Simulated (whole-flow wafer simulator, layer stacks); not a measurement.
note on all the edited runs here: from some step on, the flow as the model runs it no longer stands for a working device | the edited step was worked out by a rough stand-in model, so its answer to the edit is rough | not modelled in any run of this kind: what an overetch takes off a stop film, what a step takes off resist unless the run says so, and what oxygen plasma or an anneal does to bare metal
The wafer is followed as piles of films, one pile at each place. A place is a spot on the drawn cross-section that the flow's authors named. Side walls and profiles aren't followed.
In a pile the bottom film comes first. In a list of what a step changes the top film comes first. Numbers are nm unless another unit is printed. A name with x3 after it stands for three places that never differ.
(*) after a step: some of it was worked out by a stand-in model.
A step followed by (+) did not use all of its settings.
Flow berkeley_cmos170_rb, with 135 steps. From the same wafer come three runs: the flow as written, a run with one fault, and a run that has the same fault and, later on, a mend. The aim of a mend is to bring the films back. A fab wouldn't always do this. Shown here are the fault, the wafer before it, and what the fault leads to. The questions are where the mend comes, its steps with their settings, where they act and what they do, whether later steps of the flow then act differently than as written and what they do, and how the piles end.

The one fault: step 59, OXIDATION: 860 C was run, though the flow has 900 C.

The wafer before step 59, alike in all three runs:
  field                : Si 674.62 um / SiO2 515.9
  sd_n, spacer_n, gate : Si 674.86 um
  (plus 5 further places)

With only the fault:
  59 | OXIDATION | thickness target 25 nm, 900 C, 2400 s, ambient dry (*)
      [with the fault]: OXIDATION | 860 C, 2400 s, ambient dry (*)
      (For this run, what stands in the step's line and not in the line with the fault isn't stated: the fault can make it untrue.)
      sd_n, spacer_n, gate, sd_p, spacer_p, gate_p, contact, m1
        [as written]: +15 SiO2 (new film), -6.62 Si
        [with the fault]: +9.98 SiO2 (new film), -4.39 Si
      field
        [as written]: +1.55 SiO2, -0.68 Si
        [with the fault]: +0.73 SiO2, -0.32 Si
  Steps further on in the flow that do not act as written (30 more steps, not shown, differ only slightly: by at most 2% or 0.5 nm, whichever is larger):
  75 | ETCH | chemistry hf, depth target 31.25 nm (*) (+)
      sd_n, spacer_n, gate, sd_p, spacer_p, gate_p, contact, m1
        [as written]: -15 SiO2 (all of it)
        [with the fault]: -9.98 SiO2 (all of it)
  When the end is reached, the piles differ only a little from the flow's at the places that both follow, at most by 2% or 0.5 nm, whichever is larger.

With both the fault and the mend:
  After step 64 comes the mend.
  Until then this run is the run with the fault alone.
  64a | STRIP (*) (+)
      sd_p
        -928 KrF resist (all of it)
      spacer_p
        -911.2 KrF resist (all of it)
      gate_p
        -910.3 KrF resist (all of it)
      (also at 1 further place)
  64b | CLEAN (*) (the flow's step 51 again)
      does not change any film at any place that is followed
  64c | OXIDATION | 900 C, 1132 s, ambient dry (*) (the flow's step 59 again, with other settings)
      sd_n, spacer_n, gate, sd_p, spacer_p, gate_p, contact, m1
        +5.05 SiO2, -2.22 Si
      field
        +0.73 SiO2, -0.32 Si
  64d | COAT | KrF resist, thickness 900 nm (*) (the flow's step 61 again)
      field
        +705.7 KrF resist (new film)
      sd_n
        +957.4 KrF resist (new film)
      spacer_n
        +924.9 KrF resist (new film)
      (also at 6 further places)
  64e | EXPOSE | photomask PWELL (the flow's step 62 again)
      does not change any film at any place that is followed
  64f | PEB | 130 C, 60 s (*) (the flow's step 63 again)
      does not change any film at any place that is followed
  64g | DEVELOP | developer developer-D-0.26N, 45 s (the flow's step 64 again)
      sd_p, spacer_p, gate_p, m1
        -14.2 KrF resist
      field
        -705.7 KrF resist (all of it)
      sd_n
        -957.4 KrF resist (all of it)
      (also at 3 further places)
  Later steps of the flow that are run all act as written at every place that is followed, up to a difference of at most 2% or 0.5 nm, whichever is larger.
  When the end is reached, the piles differ only a little from the flow's at the places that both follow, at most by 2% or 0.5 nm, whichever is larger.
